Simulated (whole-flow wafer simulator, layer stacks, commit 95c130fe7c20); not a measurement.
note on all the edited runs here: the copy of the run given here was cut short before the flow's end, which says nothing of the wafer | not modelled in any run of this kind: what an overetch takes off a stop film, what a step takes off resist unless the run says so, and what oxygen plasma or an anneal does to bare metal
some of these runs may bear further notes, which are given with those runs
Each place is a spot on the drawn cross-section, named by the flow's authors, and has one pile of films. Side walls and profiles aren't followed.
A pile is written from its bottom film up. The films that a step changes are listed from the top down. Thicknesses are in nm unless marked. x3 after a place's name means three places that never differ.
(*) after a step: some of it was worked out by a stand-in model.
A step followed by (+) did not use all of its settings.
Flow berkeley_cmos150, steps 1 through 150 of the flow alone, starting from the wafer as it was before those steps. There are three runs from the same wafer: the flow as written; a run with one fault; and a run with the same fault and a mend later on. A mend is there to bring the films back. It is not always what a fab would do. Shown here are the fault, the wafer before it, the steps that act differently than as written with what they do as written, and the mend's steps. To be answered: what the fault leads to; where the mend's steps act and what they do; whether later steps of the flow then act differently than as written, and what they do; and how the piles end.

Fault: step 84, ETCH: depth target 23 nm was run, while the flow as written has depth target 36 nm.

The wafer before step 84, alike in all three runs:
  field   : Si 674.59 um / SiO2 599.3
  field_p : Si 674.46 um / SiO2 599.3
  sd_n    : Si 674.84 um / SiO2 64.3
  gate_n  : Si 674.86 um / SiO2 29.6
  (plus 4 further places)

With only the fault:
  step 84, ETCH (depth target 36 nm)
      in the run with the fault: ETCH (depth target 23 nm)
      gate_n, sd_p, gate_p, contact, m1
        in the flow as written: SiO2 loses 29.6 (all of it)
        in the run with the fault: SiO2 loses 23
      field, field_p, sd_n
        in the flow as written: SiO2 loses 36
        in the run with the fault: SiO2 loses 23
  Steps further on in the flow that do not act as written (25 other steps are not shown; they differ only slightly, by no more than 2% or 0.5 nm, whichever is larger):
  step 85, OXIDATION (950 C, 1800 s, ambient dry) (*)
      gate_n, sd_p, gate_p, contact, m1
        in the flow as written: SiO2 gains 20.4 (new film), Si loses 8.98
        in the run with the fault: SiO2 gains 17.6, Si loses 7.76
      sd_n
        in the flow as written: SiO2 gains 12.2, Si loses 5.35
        in the run with the fault: SiO2 gains 9.13, Si loses 4.02
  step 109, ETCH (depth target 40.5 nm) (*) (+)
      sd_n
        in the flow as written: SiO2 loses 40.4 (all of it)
        in the run with the fault: SiO2 loses 40.5
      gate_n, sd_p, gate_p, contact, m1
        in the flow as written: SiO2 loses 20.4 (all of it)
        in the run with the fault: SiO2 loses 24.2 (all of it)
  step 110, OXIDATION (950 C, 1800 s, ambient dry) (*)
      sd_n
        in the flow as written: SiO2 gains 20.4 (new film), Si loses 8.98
        in the run with the fault: SiO2 gains 15.4, Si loses 6.77
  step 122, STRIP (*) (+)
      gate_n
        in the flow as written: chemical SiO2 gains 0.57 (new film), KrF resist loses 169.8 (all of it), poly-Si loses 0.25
        in the run with the fault: chemical SiO2 gains 0.57 (new film), KrF resist loses 174 (all of it), poly-Si loses 0.25
  At field, field_p, sd_n, the piles at the end differ from the flow's by more than 2% or 0.5 nm, whichever is larger.
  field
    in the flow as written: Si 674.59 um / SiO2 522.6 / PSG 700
    in the run with the fault: Si 674.59 um / SiO2 535.5 / PSG 700
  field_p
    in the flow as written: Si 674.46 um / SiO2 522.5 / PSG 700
    in the run with the fault: Si 674.46 um / SiO2 535.4 / PSG 700
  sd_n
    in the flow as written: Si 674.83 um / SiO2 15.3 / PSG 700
    in the run with the fault: Si 674.83 um / SiO2 20.2 / PSG 700

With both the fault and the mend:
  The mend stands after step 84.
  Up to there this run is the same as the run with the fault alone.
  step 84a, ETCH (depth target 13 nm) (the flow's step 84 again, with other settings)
      gate_n, sd_p, gate_p, m1
        SiO2 loses 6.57 (all of it)
      field, field_p, sd_n
        SiO2 loses 13
      contact
        SiO2 loses 6.59 (all of it)
  Every later step of the flow that is run acts as written at every place that is followed.
  By the end, the piles equal the flow's at every place that both follow.
